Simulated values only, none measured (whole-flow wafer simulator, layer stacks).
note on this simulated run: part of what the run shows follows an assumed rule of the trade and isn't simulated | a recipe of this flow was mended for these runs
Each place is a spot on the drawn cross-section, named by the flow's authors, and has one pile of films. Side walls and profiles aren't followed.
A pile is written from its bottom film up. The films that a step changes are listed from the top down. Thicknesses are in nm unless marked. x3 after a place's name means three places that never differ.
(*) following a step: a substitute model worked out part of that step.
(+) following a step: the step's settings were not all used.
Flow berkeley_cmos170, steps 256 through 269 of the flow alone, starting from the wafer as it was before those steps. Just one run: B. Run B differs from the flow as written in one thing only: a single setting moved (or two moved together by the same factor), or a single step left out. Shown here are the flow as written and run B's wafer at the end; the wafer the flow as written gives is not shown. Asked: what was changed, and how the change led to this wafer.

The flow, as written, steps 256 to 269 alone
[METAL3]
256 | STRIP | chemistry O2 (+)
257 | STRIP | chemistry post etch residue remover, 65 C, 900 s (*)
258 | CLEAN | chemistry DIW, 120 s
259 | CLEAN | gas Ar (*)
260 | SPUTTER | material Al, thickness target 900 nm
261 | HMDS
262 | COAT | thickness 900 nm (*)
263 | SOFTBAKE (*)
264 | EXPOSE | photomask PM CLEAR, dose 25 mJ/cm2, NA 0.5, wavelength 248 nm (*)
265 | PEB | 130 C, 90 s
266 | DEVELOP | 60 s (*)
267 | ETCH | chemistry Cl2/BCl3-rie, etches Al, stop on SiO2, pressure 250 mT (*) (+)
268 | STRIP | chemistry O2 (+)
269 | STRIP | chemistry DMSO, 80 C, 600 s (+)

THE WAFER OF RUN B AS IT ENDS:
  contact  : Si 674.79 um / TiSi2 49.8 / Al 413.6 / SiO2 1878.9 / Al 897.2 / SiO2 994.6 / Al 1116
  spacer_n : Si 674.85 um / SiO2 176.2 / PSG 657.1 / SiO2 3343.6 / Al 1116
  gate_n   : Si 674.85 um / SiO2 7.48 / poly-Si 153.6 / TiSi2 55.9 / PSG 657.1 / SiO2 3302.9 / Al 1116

The reason: step 260, SPUTTER: thickness target 1116 nm was run, whereas the flow has thickness target 900 nm.
One can read it off the wafer: contact has Al 1116, and step 260 as written asks for 900 nm.

Step by step, how the change led to this:
  260 | SPUTTER | material Al, thickness target 900 nm
      field, mark, sd_n and 9 more: +1116 Al (new film) (in the flow as written it would be: +900 Al (new film))
      via2: +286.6 Al (in the flow as written it would be: +259.4 Al)
  262 | COAT | thickness 900 nm (*)
      via2: +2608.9 KrF-resist (new film) (in the flow as written it would be: +2428.6 KrF-resist (new film))
  265 | PEB | 130 C, 90 s
      via2: -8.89 KrF-resist (in the flow as written it would be: -7.55 KrF-resist)
  267 | ETCH | chemistry Cl2/BCl3-rie, etches Al, stop on SiO2, pressure 250 mT (*) (+)
      field, sd_n, spacer_n and 9 more: -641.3 KrF-resist (in the flow as written it would be: -533.3 KrF-resist)
      mark: -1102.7 Al (all of it), -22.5 SiO2 (in the flow as written it would be: -886.7 Al (all of it), -22.5 SiO2)
  268 | STRIP | chemistry O2 (+)
      field, spacer_n, gate_n: -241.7 KrF-resist (all of it) (in the flow as written it would be: -349.7 KrF-resist (all of it))
      sd_n: -241 KrF-resist (all of it) (in the flow as written it would be: -349 KrF-resist (all of it))
      (and at 8 other places as well)
